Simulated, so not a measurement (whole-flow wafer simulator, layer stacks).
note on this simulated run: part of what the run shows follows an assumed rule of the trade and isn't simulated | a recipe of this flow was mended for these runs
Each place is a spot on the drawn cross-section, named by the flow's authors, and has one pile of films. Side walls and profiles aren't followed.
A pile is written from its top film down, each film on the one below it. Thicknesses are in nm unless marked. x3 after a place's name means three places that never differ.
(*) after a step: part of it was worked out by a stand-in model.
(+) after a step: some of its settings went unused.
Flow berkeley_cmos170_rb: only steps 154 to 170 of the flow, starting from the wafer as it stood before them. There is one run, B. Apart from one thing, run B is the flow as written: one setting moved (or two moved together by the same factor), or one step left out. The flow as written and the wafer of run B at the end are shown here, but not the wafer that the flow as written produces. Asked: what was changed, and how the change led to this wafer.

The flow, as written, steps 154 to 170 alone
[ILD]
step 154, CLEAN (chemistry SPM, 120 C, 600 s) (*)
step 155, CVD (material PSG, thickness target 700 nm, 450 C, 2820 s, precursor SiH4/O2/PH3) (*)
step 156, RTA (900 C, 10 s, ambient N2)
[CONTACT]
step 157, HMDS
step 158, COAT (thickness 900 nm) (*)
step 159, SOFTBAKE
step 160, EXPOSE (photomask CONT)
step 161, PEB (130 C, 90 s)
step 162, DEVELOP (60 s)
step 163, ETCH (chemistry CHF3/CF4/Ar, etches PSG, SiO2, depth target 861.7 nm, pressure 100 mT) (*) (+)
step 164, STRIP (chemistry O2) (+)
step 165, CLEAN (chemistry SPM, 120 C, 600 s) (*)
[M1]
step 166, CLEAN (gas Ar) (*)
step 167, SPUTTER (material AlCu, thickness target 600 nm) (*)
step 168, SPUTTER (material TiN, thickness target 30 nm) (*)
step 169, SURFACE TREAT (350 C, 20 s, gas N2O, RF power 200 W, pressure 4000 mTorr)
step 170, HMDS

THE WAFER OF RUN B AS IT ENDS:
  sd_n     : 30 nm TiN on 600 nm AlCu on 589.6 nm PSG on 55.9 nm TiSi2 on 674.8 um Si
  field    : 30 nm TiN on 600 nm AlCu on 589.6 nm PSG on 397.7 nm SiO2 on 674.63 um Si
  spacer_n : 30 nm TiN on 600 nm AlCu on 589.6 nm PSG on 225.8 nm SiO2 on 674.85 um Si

What caused this: step 155, CVD: thickness target 595 nm was run, whereas the flow has thickness target 700 nm; step 155, CVD: 2397 s was run, where the flow has 2820 s.

Step by step, how the change led to this:
  step 155, CVD (material PSG, thickness target 700 nm, 450 C, 2820 s, precursor SiH4/O2/PH3) (*)
      field, sd_n, spacer_n, gate, spacer_p, gate_p, contact, m1: +595 PSG (new film) (as written it would have been: +700 PSG (new film))
      sd_p: +566 PSG (new film) (as written it would have been: +664.1 PSG (new film))
  step 163, ETCH (chemistry CHF3/CF4/Ar, etches PSG, SiO2, depth target 861.7 nm, pressure 100 mT) (*) (+)
      contact: -595 PSG (all of it), -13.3 TiSi2 (as written it would have been: -700 PSG (all of it), -8.08 TiSi2)
  step 167, SPUTTER (material AlCu, thickness target 600 nm) (*)
      contact: +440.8 AlCu (new film) (as written it would have been: +415.5 AlCu (new film))
  step 168, SPUTTER (material TiN, thickness target 30 nm) (*)
      contact: +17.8 TiN (new film) (as written it would have been: +16.3 TiN (new film))
